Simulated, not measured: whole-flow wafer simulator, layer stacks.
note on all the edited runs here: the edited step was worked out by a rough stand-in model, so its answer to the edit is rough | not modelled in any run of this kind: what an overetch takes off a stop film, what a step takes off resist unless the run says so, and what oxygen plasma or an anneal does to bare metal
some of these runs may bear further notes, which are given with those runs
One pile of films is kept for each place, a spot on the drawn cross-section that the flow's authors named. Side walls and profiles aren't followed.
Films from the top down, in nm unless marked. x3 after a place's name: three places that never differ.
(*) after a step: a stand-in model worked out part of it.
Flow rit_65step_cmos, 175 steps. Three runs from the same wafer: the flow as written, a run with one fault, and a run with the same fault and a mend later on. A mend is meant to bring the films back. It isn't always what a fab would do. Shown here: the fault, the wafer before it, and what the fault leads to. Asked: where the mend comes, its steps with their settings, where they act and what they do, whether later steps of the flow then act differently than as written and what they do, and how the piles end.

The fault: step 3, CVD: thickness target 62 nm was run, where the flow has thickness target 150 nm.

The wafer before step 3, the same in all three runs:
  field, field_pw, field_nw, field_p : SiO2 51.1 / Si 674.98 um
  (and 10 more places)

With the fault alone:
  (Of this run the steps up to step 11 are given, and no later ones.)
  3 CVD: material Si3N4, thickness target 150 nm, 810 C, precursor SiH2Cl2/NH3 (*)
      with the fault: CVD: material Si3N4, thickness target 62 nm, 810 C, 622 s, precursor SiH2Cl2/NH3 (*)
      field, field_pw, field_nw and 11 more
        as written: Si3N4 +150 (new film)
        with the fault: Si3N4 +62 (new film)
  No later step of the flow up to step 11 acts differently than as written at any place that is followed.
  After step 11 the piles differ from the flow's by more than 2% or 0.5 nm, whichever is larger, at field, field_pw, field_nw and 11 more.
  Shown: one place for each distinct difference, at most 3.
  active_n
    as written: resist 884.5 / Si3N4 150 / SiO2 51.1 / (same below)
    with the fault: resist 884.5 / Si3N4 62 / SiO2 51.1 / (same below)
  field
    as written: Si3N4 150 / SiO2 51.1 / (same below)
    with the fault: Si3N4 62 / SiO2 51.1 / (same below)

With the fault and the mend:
  The mend comes after step 4.
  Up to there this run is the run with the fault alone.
  4a ETCH: chemistry h3po4, depth target 71.3 nm
      field, field_pw, field_nw and 11 more
        Si3N4 -62 (all of it)
  4b CLEAN: chemistry SC2, 75 C, 600 s
      changes no film at any place that is followed
  4c CVD: material Si3N4, thickness target 150 nm, 810 C, precursor SiH2Cl2/NH3 (*) (the flow's step 3 once more)
      field, field_pw, field_nw and 11 more
        Si3N4 +150 (new film)
  No later step of the flow acts differently than as written at any place that is followed.
  At the end the piles are the same as the flow's at every place that both follow.
